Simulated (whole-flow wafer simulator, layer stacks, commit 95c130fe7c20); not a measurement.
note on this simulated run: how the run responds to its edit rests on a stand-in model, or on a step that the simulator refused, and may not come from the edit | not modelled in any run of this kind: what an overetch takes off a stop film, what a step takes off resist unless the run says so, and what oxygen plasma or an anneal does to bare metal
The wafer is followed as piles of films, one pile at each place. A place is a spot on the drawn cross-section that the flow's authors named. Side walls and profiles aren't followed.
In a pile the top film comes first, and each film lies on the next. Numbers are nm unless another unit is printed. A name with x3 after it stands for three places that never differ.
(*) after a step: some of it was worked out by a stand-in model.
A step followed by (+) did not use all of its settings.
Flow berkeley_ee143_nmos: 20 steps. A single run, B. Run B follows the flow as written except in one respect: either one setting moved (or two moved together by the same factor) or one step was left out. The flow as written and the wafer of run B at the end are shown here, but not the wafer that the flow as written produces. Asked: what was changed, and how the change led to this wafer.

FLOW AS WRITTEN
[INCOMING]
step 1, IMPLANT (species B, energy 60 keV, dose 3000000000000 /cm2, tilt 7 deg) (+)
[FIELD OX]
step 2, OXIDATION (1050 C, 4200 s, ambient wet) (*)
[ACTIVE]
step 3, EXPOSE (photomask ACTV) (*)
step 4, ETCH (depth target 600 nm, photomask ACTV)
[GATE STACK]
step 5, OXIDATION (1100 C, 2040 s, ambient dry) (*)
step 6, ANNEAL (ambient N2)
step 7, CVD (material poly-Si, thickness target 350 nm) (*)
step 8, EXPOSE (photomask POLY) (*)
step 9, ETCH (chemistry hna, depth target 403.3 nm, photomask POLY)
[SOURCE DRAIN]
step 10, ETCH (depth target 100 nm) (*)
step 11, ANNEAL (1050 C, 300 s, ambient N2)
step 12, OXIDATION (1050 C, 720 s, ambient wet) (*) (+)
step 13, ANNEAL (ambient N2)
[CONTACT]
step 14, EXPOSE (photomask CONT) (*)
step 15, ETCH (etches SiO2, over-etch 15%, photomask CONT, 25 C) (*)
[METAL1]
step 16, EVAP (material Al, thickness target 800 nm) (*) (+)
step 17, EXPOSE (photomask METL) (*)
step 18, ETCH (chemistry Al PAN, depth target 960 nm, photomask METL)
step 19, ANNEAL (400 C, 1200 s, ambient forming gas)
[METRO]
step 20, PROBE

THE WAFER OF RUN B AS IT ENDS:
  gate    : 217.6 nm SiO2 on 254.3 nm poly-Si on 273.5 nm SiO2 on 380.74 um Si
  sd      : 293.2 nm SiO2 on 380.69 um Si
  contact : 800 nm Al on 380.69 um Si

The reason: step 4, ETCH: depth target 315 nm was run, whereas the flow has depth target 600 nm.

The path from the change to this, step by step:
  step 4, ETCH (depth target 600 nm, photomask ACTV)
      gate, sd, contact: -315 SiO2 (it would be, as written: -566.4 SiO2 (all of it))
  step 5, OXIDATION (1100 C, 2040 s, ambient dry) (*)
      gate, sd, contact: +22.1 SiO2, -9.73 Si (it would be, as written: +79.7 SiO2 (new film), -35.1 Si)
  step 10, ETCH (depth target 100 nm) (*)
      sd, contact: -100 SiO2 (it would be, as written: -79.7 SiO2 (all of it))
  step 12, OXIDATION (1050 C, 720 s, ambient wet) (*) (+)
      sd, contact: +119.8 SiO2, -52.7 Si (it would be, as written: +189.4 SiO2 (new film), -83.4 Si)
  step 15, ETCH (etches SiO2, over-etch 15%, photomask CONT, 25 C) (*)
      contact: -293.2 SiO2 (all of it) (it would be, as written: -189.4 SiO2 (all of it))
